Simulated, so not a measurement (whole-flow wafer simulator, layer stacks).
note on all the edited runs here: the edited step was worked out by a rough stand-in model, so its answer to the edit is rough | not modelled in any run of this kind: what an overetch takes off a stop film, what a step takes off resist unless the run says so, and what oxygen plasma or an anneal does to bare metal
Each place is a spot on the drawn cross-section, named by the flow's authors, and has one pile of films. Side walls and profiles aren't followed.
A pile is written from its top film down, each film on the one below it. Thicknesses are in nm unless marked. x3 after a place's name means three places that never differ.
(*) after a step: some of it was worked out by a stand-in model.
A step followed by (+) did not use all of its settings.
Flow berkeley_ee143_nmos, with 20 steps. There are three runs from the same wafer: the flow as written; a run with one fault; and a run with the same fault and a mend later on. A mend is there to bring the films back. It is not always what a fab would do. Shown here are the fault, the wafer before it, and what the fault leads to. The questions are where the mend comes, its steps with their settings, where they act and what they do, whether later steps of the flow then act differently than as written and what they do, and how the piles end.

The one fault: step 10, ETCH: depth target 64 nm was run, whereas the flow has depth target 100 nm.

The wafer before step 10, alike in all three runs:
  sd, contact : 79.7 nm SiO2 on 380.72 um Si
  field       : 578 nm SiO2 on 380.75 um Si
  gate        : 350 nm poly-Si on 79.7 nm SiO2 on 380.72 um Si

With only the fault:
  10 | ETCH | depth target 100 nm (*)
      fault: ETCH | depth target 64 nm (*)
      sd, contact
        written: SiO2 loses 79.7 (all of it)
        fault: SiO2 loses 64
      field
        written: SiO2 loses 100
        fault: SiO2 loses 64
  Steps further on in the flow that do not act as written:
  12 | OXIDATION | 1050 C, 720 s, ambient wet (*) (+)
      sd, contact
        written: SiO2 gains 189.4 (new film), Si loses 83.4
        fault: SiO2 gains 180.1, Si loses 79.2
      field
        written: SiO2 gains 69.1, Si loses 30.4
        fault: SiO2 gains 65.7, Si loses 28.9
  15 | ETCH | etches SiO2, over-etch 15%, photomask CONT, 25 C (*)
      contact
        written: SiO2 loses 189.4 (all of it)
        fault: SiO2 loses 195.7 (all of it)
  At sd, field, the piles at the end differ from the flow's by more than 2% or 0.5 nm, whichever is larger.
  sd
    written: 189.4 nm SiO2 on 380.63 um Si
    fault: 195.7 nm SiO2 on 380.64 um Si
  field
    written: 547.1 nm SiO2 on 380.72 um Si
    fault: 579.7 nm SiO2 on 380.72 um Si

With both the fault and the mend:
  The mend stands after step 10.
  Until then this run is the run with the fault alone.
  10a | ETCH | depth target 36 nm (*) (the flow's step 10, run once more with other settings)
      sd, contact
        SiO2 loses 15.7 (all of it)
      field
        SiO2 loses 36
  None of the later steps of the flow acts differently than as written at any place that is followed.
  At every place that both follow, the piles at the end match the flow's.
